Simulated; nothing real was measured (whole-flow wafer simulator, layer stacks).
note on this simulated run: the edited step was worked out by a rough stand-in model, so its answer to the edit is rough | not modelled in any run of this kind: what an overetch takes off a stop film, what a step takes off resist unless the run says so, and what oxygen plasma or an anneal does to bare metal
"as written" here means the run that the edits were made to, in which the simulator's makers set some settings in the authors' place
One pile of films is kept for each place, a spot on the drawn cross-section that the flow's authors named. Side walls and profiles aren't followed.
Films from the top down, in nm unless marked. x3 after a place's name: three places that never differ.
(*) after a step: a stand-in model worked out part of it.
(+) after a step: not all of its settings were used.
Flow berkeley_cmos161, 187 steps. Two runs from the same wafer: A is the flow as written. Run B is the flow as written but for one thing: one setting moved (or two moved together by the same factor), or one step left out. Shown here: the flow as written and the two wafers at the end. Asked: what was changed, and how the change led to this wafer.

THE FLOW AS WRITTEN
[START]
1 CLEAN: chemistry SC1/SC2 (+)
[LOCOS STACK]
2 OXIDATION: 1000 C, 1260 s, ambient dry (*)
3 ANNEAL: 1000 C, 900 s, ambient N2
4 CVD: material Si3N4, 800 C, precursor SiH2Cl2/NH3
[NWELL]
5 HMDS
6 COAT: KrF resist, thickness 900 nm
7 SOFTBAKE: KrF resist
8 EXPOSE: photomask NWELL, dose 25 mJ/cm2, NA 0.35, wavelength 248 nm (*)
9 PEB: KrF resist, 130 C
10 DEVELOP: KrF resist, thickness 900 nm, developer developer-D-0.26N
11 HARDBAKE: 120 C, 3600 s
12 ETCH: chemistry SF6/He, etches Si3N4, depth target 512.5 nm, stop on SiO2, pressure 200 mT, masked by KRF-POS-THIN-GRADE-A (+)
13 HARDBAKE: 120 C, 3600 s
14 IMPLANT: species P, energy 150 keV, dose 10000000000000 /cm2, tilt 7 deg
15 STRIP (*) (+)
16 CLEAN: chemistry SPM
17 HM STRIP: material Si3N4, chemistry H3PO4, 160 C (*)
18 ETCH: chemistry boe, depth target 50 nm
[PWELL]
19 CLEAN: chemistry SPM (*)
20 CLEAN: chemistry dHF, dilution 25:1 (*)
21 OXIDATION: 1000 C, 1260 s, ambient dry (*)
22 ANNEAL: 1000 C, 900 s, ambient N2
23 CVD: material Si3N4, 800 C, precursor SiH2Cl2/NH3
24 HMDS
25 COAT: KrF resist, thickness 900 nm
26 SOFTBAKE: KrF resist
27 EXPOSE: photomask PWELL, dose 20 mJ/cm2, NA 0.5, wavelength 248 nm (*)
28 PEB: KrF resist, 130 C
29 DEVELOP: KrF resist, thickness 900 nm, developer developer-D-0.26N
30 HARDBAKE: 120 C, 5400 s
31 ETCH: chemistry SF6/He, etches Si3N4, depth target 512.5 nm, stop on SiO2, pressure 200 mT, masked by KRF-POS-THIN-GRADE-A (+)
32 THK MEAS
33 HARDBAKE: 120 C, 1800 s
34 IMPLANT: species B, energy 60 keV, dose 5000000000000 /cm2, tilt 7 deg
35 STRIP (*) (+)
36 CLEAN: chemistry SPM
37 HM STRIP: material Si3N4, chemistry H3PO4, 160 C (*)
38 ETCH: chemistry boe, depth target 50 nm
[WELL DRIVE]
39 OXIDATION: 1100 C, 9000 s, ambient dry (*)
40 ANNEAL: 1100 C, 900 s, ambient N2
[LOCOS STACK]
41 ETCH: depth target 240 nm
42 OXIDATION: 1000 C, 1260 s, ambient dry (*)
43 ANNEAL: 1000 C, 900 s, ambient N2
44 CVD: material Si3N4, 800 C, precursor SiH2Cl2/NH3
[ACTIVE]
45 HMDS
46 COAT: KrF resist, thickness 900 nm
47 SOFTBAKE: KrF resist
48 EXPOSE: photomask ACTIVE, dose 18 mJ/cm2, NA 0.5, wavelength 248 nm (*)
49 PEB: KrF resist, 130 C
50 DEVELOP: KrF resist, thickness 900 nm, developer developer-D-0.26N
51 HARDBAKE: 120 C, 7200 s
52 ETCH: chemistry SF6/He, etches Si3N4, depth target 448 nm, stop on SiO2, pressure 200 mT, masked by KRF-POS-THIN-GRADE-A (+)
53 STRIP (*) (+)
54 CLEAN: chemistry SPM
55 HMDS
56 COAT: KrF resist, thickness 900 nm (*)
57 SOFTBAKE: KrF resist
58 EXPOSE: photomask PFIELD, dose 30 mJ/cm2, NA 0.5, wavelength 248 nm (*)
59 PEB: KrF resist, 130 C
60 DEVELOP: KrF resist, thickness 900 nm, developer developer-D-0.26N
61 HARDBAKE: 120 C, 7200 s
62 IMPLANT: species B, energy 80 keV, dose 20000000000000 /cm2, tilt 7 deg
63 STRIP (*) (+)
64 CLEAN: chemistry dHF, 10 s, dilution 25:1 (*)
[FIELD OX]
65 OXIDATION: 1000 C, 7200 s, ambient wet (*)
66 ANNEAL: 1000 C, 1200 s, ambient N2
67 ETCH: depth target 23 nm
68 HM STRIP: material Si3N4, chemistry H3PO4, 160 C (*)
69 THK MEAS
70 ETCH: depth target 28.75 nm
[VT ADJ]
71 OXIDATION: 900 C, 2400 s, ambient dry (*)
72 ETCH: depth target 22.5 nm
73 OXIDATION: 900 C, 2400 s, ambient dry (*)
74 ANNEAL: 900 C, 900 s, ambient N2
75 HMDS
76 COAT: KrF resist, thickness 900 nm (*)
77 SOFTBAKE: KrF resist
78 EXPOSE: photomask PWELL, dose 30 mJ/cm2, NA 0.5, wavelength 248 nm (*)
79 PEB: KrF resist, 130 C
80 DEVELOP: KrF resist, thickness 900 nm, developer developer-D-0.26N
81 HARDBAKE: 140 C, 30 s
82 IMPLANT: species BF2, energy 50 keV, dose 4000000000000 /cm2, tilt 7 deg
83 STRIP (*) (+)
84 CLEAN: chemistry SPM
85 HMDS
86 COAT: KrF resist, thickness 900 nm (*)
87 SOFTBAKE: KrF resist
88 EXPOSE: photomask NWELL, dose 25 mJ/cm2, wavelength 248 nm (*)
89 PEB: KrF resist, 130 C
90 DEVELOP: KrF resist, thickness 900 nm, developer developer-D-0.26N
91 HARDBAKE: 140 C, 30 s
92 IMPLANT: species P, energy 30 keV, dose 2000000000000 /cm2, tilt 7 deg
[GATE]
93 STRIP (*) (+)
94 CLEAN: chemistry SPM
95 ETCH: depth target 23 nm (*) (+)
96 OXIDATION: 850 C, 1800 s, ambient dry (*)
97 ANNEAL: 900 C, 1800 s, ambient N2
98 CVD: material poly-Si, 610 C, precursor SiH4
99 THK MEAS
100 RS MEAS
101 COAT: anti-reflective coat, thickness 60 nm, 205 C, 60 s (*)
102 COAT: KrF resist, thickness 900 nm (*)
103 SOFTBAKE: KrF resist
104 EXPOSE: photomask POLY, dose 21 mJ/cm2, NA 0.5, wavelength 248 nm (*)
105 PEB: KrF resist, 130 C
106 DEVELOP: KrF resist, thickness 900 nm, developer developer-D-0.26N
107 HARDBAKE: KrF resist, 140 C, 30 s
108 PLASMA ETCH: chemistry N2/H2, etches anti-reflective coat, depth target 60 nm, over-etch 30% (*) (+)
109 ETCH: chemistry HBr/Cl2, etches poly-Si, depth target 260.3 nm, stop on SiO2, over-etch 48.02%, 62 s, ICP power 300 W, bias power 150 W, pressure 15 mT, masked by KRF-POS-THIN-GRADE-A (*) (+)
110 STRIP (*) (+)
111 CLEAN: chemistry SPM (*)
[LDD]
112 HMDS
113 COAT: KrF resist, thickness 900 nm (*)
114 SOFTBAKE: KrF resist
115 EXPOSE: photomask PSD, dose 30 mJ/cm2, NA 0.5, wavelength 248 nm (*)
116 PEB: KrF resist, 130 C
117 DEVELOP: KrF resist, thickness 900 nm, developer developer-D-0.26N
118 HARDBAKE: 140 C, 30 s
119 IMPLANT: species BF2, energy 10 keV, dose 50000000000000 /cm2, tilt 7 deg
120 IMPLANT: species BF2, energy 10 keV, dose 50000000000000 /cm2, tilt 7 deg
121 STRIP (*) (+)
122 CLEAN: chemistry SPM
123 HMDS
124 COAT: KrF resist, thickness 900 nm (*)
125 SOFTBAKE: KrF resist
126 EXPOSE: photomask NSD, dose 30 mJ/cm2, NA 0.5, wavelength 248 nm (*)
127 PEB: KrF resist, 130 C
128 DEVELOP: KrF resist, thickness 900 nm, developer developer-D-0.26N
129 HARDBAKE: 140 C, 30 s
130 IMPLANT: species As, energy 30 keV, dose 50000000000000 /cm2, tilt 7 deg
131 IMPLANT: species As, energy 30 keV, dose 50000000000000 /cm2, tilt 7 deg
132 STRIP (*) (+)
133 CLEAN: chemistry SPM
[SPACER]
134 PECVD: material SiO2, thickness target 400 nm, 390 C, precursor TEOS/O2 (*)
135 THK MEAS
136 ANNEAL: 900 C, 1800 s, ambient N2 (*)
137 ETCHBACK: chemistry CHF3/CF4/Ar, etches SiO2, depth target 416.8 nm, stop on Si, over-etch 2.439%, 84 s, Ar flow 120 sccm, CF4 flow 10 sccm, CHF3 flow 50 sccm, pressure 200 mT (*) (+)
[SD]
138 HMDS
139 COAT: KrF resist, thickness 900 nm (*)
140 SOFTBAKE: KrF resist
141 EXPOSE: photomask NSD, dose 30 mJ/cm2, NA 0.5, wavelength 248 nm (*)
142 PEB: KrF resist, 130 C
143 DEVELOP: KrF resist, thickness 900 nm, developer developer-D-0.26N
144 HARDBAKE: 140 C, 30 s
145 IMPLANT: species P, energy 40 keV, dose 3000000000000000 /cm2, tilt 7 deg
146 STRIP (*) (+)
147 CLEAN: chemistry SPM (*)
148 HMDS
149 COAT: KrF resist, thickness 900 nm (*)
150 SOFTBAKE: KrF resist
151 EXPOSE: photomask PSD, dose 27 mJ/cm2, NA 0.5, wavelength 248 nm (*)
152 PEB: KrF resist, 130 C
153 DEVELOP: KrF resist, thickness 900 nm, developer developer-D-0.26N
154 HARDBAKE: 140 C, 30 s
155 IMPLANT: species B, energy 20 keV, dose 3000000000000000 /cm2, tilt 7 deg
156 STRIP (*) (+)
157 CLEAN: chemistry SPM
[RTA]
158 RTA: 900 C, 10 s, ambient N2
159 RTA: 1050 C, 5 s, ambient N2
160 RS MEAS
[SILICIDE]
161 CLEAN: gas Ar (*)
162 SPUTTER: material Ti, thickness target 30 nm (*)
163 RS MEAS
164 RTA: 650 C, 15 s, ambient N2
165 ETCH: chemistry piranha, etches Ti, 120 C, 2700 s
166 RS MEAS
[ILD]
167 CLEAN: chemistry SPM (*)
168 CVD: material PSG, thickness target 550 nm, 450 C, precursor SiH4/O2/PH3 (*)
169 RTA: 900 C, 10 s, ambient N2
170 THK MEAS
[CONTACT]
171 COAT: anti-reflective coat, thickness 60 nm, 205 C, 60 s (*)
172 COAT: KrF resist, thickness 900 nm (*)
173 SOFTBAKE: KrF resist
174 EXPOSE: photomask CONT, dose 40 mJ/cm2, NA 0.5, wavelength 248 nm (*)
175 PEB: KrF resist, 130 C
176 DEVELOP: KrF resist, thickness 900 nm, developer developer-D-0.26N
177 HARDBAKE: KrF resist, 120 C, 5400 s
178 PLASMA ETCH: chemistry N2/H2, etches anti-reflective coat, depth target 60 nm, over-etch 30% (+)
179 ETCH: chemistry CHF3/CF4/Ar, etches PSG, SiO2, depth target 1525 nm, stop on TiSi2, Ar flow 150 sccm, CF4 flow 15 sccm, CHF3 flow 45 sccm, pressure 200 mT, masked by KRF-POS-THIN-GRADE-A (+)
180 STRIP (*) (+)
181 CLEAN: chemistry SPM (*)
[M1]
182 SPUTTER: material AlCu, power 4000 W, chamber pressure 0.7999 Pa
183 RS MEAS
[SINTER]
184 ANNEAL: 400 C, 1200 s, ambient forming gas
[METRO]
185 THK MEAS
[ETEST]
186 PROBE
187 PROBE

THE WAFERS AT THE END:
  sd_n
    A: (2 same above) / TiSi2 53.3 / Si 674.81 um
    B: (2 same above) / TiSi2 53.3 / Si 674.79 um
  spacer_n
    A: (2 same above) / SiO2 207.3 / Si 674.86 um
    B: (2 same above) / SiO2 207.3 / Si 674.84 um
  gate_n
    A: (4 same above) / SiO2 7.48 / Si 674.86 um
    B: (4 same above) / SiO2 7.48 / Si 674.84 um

The cause: step 39, OXIDATION: 14400 s was run, where the flow has 9000 s.

How the change led to this, step by step:
  39 OXIDATION: 1100 C, 9000 s, ambient dry (*)
      field, sd_n, spacer_n and 6 more: A SiO2 +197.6 (new film), Si -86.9 | B SiO2 +262.1 (new film), Si -115.3
  41 ETCH: depth target 240 nm
      field, sd_n, spacer_n and 6 more: A SiO2 -197.6 (all of it) | B SiO2 -240
  42 OXIDATION: 1000 C, 1260 s, ambient dry (*)
      field, sd_n, spacer_n and 6 more: A SiO2 +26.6 (new film), Si -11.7 | B SiO2 +20.3, Si -8.95
  65 OXIDATION: 1000 C, 7200 s, ambient wet (*)
      sd_n: A SiO2 +12.1 (new film), Si3N4 -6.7, SiO2 +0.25, Si -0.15 | B SiO2 +12.1 (new film), Si3N4 -6.7, SiO2 +2.38, Si -1.02
      sd_p: A SiO2 +12.1 (new film), Si3N4 -6.7, SiO2 +0.25, Si -0.15 | B SiO2 +12.1 (new film), Si3N4 -6.7, SiO2 +2.41, Si -1.04
  70 ETCH: depth target 28.75 nm
      spacer_n, gate_n, spacer_p, gate_p, contact, m1: A SiO2 -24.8 (all of it) | B SiO2 -28.8
      sd_n, sd_p: A SiO2 -25 (all of it) | B SiO2 -28.8
  71 OXIDATION: 900 C, 2400 s, ambient dry (*)
      spacer_n, gate_n, spacer_p, gate_p, contact, m1: A SiO2 +14.9 (new film), Si -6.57 | B SiO2 +11.6, Si -5.09
      sd_n, sd_p: A SiO2 +14.9 (new film), Si -6.57 | B SiO2 +11.1, Si -4.89
  72 ETCH: depth target 22.5 nm
      sd_n, spacer_n, gate_n, sd_p, spacer_p, gate_p, contact, m1: A SiO2 -14.9 (all of it) | B SiO2 -22.5
  73 OXIDATION: 900 C, 2400 s, ambient dry (*)
      spacer_n, gate_n, spacer_p, gate_p, contact, m1: A SiO2 +14.9 (new film), Si -6.57 | B SiO2 +13.9, Si -6.13
      sd_n, sd_p: A SiO2 +14.9 (new film), Si -6.57 | B SiO2 +12.4, Si -5.45
  101 COAT: anti-reflective coat, thickness 60 nm, 205 C, 60 s (*)
      sd_n: A anti-reflective coat +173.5 (new film) | B anti-reflective coat +179 (new film)
      spacer_n: A anti-reflective coat +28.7 (new film) | B anti-reflective coat +27.2 (new film)
      (and at 3 more places)
  108 PLASMA ETCH: chemistry N2/H2, etches anti-reflective coat, depth target 60 nm, over-etch 30% (*) (+)
      sd_n: A anti-reflective coat -173.5 (all of it), poly-Si -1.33 | B anti-reflective coat -179 (all of it), poly-Si -1.38
      spacer_n: A anti-reflective coat -28.7 (all of it), poly-Si -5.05 | B anti-reflective coat -27.2 (all of it), poly-Si -5.27
      (and at 1 more place)
  110 STRIP (*) (+)
      gate_n: A chemical SiO2 +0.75 (new film), KrF resist -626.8 (all of it), anti-reflective coat -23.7 (all of it), poly-Si -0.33 | B chemical SiO2 +0.75 (new film), KrF resist -631.7 (all of it), anti-reflective coat -22.3 (all of it), poly-Si -0.33
      gate_p: A chemical SiO2 +0.75 (new film), KrF resist -598.2 (all of it), anti-reflective coat -27.9 (all of it), poly-Si -0.33 | B chemical SiO2 +0.75 (new film), KrF resist -601.3 (all of it), anti-reflective coat -27.1 (all of it), poly-Si -0.33
  171 COAT: anti-reflective coat, thickness 60 nm, 205 C, 60 s (*)
      sd_n: A anti-reflective coat +149.7 (new film) | B anti-reflective coat +156.2 (new film)
      m1: A anti-reflective coat +97.8 (new film) | B anti-reflective coat +100.1 (new film)
  180 STRIP (*) (+)
      sd_n: A KrF resist -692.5 (all of it), anti-reflective coat -149.7 (all of it) | B KrF resist -691 (all of it), anti-reflective coat -156.2 (all of it)
      m1: A KrF resist -739.9 (all of it), anti-reflective coat -97.8 (all of it) | B KrF resist -742.4 (all of it), anti-reflective coat -100.1 (all of it)
